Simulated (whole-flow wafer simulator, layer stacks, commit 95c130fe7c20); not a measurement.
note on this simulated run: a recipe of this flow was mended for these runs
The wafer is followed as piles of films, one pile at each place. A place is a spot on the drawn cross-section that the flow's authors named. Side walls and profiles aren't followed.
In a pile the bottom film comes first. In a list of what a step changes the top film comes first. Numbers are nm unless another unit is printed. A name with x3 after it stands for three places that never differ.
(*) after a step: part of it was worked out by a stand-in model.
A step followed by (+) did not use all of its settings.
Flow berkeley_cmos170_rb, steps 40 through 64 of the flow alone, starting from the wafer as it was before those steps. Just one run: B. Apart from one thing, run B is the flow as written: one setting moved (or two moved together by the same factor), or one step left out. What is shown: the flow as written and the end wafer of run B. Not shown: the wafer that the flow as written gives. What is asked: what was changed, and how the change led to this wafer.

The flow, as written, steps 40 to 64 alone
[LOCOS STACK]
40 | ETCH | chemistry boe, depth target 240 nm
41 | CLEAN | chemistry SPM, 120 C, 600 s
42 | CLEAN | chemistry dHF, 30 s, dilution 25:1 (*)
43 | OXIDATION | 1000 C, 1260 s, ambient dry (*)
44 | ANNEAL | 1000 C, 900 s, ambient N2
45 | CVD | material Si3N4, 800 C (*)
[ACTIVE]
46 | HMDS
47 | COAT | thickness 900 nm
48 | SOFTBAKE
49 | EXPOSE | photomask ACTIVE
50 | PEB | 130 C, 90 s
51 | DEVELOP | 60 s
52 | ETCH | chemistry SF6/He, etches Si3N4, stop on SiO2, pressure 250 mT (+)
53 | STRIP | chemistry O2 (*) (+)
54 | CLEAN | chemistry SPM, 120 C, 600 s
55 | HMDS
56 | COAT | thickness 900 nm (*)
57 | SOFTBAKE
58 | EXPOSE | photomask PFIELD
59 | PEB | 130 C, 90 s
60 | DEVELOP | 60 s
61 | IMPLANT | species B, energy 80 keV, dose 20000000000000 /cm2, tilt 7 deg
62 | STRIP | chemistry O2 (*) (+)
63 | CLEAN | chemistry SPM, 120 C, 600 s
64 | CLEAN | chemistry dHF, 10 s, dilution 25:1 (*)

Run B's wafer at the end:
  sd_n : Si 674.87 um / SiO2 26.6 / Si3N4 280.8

What caused this: step 45, CVD: 820 C was run, whereas the flow has 800 C.

The path from the change to this, step by step:
  45 | CVD | material Si3N4, 800 C (*)
      field, sd_n, spacer_n and 6 more: Si3N4 gains 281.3 (new film) (it would be, as written: Si3N4 gains 220 (new film))
  52 | ETCH | chemistry SF6/He, etches Si3N4, stop on SiO2, pressure 250 mT (+)
      sd_n, spacer_n, gate, sd_p, spacer_p, gate_p, contact, m1: KrF-resist loses 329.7 (it would be, as written: KrF-resist loses 263)
      field: Si3N4 loses 281.3 (all of it), SiO2 loses 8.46 (it would be, as written: Si3N4 loses 220 (all of it), SiO2 loses 8.46)
  53 | STRIP | chemistry O2 (*) (+)
      sd_n, spacer_n, gate, sd_p, spacer_p, gate_p, contact, m1: KrF-resist loses 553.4 (all of it) (it would be, as written: KrF-resist loses 620 (all of it))
  56 | COAT | thickness 900 nm (*)
      sd_n: KrF-resist gains 751.7 (new film) (it would be, as written: KrF-resist gains 782.7 (new film))
      spacer_n: KrF-resist gains 795 (new film) (it would be, as written: KrF-resist gains 816.2 (new film))
      (as well as at 6 more places)
  62 | STRIP | chemistry O2 (*) (+)
      sd_n: KrF-resist loses 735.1 (all of it) (it would be, as written: KrF-resist loses 766.1 (all of it))
      spacer_n: KrF-resist loses 778.4 (all of it) (it would be, as written: KrF-resist loses 799.5 (all of it))
      (as well as at 6 more places)
